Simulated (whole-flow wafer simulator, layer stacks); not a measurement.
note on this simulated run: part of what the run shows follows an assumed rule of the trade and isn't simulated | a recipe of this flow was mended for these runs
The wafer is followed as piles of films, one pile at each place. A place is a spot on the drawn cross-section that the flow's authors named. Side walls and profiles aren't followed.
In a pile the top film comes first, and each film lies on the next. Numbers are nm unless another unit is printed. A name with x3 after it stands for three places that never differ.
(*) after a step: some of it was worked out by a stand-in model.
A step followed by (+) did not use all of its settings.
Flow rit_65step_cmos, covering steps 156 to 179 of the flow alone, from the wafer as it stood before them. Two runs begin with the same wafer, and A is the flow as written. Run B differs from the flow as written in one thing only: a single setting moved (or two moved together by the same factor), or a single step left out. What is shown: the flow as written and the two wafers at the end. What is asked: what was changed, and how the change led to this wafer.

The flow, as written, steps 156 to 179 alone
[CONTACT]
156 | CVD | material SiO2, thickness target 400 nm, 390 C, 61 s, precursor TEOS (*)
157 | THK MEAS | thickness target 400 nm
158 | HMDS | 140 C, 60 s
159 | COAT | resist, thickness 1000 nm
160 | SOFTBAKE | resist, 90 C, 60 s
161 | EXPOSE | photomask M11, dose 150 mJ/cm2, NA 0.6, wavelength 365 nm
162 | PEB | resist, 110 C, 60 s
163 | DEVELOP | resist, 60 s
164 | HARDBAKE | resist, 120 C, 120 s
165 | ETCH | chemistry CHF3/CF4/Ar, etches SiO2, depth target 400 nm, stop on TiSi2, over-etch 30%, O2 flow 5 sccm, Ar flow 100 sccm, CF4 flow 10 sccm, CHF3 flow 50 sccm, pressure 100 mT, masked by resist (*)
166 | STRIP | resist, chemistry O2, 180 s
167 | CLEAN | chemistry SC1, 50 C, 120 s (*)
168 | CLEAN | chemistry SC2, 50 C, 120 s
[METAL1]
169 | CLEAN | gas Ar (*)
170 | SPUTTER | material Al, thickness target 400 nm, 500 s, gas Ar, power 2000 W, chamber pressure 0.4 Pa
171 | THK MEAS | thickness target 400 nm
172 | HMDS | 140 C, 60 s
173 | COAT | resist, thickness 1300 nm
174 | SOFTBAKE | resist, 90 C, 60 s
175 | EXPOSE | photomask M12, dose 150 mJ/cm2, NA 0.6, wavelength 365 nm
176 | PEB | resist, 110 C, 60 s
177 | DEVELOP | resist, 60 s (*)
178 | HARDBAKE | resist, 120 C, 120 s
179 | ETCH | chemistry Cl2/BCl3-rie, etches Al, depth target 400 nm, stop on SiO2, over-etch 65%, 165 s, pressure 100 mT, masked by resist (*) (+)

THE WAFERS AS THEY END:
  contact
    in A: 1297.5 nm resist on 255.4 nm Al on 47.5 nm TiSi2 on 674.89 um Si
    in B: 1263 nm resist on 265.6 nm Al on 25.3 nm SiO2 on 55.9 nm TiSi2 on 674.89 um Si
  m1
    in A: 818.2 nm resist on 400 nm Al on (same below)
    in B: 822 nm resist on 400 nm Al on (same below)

The reason: step 165, ETCH: depth target 284 nm was run, though the flow has depth target 400 nm.

Step by step, how the change led to this:
  165 | ETCH | chemistry CHF3/CF4/Ar, etches SiO2, depth target 400 nm, stop on TiSi2, over-etch 30%, O2 flow 5 sccm, Ar flow 100 sccm, CF4 flow 10 sccm, CHF3 flow 50 sccm, pressure 100 mT, masked by resist (*)
      contact: A SiO2 loses 400 (all of it), TiSi2 loses 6 | B SiO2 loses 369.2
      field, field_pw, field_nw and 10 more: A resist loses 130 | B resist loses 92.3
  166 | STRIP | resist, chemistry O2, 180 s
      active_n, active_p: A resist loses 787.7 (all of it) | B resist loses 825.4 (all of it)
      field: A resist loses 847 (all of it) | B resist loses 884.7 (all of it)
      (also at 10 further places)
  169 | CLEAN | gas Ar (*)
      contact: A TiSi2 loses 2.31 | B SiO2 loses 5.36
  170 | SPUTTER | material Al, thickness target 400 nm, 500 s, gas Ar, power 2000 W, chamber pressure 0.4 Pa
      contact: A Al gains 255.4 (new film) | B Al gains 265.6 (new film)
  173 | COAT | resist, thickness 1300 nm
      contact: A resist gains 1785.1 (new film) | B resist gains 1747 (new film)
  176 | PEB | resist, 110 C, 60 s
      contact: A resist loses 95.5 | B resist loses 93.3
  178 | HARDBAKE | resist, 120 C, 120 s
      contact: A resist loses 62.1 | B resist loses 60.7
